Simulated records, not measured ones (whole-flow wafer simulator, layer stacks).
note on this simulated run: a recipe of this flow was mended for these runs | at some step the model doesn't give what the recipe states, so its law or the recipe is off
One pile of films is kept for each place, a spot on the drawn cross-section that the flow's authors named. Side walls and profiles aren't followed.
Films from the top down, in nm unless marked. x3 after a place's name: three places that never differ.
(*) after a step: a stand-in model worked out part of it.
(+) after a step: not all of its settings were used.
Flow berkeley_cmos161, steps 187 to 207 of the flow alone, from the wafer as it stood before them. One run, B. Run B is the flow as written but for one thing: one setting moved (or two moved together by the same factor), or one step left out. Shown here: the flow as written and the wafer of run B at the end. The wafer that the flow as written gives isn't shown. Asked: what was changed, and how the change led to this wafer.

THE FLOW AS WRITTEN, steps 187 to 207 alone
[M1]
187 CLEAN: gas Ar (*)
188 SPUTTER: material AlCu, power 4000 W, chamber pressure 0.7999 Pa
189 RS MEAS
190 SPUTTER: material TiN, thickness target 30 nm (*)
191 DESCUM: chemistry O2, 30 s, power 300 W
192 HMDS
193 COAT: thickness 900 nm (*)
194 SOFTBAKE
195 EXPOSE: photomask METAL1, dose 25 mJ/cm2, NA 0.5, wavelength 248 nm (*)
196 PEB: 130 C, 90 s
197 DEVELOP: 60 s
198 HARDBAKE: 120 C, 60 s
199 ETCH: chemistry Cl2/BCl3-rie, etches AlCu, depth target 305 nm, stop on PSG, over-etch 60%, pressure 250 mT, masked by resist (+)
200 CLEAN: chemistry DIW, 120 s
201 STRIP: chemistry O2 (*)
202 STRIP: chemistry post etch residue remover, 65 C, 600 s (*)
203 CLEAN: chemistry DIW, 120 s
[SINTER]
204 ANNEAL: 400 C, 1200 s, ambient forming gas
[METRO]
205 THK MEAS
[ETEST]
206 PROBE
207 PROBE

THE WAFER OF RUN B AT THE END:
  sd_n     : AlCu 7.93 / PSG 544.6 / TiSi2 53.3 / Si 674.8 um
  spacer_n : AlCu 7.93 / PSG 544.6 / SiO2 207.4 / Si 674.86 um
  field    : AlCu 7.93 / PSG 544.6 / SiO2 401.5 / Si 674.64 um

The cause: step 199, ETCH: depth target 185 nm was run, where the flow has depth target 305 nm.

How the change led to this, step by step:
  199 ETCH: chemistry Cl2/BCl3-rie, etches AlCu, depth target 305 nm, stop on PSG, over-etch 60%, pressure 250 mT, masked by resist (+)
      field, sd_n, spacer_n, gate_n, spacer_p, gate_p: TiN -30 (all of it), AlCu -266 (as written it would be: TiN -30 (all of it), AlCu -275.8 (all of it), PSG -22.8)
      contact, m1: KrF-resist -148 (as written it would be: KrF-resist -244)
      (and at 1 more place)
  201 STRIP: chemistry O2 (*)
      contact: KrF-resist -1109 (all of it) (as written it would be: KrF-resist -1013 (all of it))
      m1: KrF-resist -633.5 (all of it) (as written it would be: KrF-resist -537.5 (all of it))
  202 STRIP: chemistry post etch residue remover, 65 C, 600 s (*)
      field, sd_n, spacer_n, gate_n, spacer_p, gate_p: AlCu -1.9 (as written it would be: nothing)
Counting metal films that touch as one body, sd_n has 1 body; the flow as written gives 0 bodies.
Counting metal films that touch as one body, spacer_n has 1 body; the flow as written gives 0 bodies.
Counting metal films that touch as one body, field has 1 body; the flow as written gives 0 bodies.
